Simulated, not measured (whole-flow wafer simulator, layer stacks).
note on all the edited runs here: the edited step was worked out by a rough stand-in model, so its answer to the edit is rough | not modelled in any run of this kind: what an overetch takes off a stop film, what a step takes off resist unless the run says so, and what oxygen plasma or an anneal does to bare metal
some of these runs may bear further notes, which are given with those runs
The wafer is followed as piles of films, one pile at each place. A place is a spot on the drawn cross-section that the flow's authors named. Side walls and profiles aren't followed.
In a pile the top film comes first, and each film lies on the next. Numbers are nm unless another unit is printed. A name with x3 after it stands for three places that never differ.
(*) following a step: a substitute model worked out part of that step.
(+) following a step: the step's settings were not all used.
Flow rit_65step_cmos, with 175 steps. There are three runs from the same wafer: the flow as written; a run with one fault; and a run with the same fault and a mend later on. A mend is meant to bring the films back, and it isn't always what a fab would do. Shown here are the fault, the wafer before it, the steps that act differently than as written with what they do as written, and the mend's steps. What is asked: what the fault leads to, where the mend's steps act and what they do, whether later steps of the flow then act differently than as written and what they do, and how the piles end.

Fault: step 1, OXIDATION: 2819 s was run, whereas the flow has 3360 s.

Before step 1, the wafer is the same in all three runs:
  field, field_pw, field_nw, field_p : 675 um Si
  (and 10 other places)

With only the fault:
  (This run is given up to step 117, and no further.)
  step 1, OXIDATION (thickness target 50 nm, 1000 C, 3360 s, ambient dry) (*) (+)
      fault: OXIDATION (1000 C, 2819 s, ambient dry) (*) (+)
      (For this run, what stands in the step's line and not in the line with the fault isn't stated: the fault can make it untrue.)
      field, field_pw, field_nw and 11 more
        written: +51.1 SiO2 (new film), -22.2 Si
        fault: +46.3 SiO2 (new film), -20.1 Si
  Steps further on in the flow that do not act as written (36 more steps, not shown, differ only slightly: by at most 2% or 0.5 nm, whichever is larger):
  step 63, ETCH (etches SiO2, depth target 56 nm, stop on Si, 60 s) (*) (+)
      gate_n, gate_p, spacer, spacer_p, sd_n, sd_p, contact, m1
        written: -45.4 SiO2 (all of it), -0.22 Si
        fault: -40.7 SiO2 (all of it), -0.31 Si
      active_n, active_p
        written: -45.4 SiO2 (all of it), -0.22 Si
        fault: -40.6 SiO2 (all of it), -0.31 Si
  Once step 117 is done, the piles differ only a little from the flow's at the places that both follow, at most by 2% or 0.5 nm, whichever is larger.

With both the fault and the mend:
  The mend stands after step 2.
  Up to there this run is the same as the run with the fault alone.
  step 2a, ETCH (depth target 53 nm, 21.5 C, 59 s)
      field, field_pw, field_nw and 11 more
        -46.3 SiO2 (all of it)
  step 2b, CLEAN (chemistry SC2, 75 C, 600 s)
      field, field_pw, field_nw and 11 more
        +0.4 chemical SiO2 (new film), -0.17 Si
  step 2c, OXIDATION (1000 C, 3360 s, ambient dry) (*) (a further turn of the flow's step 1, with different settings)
      field, field_pw, field_nw and 11 more
        +51 SiO2 (new film), -0.4 chemical SiO2 (all of it), -22.3 Si
  Steps further on in the flow that do not act as written (17 more steps, not shown, differ only slightly: by at most 2% or 0.5 nm, whichever is larger):
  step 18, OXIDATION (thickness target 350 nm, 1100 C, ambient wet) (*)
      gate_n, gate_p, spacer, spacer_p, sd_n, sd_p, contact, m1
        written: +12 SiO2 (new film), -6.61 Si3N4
        mend: +12 SiO2 (new film), -6.61 Si3N4, +0.03 SiO2
  When the end is reached, the piles differ only a little from the flow's at the places that both follow, at most by 2% or 0.5 nm, whichever is larger.
